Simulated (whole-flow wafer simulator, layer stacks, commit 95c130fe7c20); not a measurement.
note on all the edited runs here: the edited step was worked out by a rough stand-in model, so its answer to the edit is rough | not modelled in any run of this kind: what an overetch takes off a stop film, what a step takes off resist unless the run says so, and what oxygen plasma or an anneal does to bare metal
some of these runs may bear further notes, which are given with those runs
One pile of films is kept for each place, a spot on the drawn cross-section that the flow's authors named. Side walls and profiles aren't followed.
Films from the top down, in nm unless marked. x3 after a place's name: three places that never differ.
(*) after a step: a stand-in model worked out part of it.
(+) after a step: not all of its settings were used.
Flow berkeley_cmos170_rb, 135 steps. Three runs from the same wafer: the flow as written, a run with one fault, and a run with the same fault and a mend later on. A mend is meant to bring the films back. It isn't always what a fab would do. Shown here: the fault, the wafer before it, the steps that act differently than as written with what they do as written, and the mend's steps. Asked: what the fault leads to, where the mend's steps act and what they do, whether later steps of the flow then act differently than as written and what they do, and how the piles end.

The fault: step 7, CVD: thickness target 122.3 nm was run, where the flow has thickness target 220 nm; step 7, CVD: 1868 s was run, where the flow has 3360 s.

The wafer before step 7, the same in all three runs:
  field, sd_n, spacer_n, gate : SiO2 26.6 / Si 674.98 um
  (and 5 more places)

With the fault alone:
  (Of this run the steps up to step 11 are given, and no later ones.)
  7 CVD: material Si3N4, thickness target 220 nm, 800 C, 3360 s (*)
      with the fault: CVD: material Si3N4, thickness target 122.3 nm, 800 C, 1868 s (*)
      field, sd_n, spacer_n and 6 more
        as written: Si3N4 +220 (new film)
        with the fault: Si3N4 +122.3 (new film)
  No later step of the flow up to step 11 acts differently than as written at any place that is followed.
  After step 11 the piles differ from the flow's by more than 2% or 0.5 nm, whichever is larger, at field, sd_n, spacer_n and 6 more.
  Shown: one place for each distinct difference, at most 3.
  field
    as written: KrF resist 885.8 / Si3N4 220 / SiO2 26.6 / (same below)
    with the fault: KrF resist 885.8 / Si3N4 122.3 / SiO2 26.6 / (same below)
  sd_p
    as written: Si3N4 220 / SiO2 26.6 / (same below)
    with the fault: Si3N4 122.3 / SiO2 26.6 / (same below)

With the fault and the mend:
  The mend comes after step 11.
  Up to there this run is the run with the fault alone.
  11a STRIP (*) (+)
      field, sd_n, spacer_n, gate, contact, m1
        KrF resist -885.8 (all of it)
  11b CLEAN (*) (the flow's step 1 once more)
      changes no film at any place that is followed
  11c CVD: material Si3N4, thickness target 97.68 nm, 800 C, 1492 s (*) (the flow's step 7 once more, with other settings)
      field, sd_n, spacer_n and 6 more
        Si3N4 +97.7
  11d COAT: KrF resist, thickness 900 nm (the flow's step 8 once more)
      field, sd_n, spacer_n and 6 more
        KrF resist +900 (new film)
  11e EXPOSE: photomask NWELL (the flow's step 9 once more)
      changes no film at any place that is followed
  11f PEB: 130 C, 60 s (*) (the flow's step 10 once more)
      changes no film at any place that is followed
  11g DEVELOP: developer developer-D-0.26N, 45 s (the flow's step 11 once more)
      field, sd_n, spacer_n, gate, contact, m1
        KrF resist -14.2
      sd_p, spacer_p, gate_p
        KrF resist -900 (all of it)
  No later step of the flow acts differently than as written at any place that is followed.
  At the end the piles are the same as the flow's at every place that both follow.
